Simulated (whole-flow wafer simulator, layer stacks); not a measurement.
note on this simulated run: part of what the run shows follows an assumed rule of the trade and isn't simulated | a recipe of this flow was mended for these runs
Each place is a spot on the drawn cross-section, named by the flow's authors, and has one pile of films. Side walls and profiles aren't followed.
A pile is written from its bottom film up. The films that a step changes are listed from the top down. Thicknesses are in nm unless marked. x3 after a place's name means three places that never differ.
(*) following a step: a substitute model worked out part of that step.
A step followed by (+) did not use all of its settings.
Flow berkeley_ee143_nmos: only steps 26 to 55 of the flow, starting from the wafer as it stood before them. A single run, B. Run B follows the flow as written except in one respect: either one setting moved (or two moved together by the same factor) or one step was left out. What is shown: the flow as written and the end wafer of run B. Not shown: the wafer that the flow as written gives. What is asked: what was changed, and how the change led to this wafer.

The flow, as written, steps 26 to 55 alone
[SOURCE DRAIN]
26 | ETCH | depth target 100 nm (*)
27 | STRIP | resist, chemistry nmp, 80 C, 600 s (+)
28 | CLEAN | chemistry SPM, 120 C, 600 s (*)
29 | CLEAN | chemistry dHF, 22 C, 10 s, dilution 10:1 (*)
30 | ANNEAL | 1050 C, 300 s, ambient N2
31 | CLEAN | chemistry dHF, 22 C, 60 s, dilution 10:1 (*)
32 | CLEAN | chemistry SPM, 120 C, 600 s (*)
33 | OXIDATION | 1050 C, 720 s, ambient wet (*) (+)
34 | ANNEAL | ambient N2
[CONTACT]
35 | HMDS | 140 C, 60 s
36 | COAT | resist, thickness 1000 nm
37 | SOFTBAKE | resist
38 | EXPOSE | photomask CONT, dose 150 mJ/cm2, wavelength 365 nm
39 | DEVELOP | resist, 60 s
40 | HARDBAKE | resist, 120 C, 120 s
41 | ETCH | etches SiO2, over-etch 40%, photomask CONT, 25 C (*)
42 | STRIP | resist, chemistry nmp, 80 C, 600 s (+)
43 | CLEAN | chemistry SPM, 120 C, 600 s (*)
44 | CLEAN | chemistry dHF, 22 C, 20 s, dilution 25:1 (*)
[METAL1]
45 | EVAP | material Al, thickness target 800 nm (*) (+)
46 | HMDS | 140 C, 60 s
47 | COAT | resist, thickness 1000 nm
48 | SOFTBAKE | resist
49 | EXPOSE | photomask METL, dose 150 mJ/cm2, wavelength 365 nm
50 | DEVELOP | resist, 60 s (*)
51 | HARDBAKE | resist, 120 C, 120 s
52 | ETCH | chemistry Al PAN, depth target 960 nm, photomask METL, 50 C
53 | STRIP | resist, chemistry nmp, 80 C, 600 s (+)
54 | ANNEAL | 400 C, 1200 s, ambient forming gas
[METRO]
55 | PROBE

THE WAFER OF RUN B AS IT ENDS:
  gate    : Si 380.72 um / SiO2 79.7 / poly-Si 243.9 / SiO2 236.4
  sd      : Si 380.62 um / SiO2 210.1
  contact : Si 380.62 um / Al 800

What caused this: step 33, OXIDATION: 1066 C was run, whereas the flow has 1050 C.

How this came from the change, step by step:
  33 | OXIDATION | 1050 C, 720 s, ambient wet (*) (+)
      sd, contact: +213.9 SiO2 (new film), -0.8 chemical SiO2 (all of it), -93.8 Si (in the flow as written it would be: +189.4 SiO2 (new film), -0.8 chemical SiO2 (all of it), -83 Si)
      gate: +240.3 SiO2 (new film), -0.8 chemical SiO2 (all of it), -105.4 poly-Si (in the flow as written it would be: +217.6 SiO2 (new film), -0.8 chemical SiO2 (all of it), -95.4 poly-Si)
      (and at 1 other place as well)
  41 | ETCH | etches SiO2, over-etch 40%, photomask CONT, 25 C (*)
      contact: -213.9 SiO2 (all of it) (in the flow as written it would be: -189.4 SiO2 (all of it))
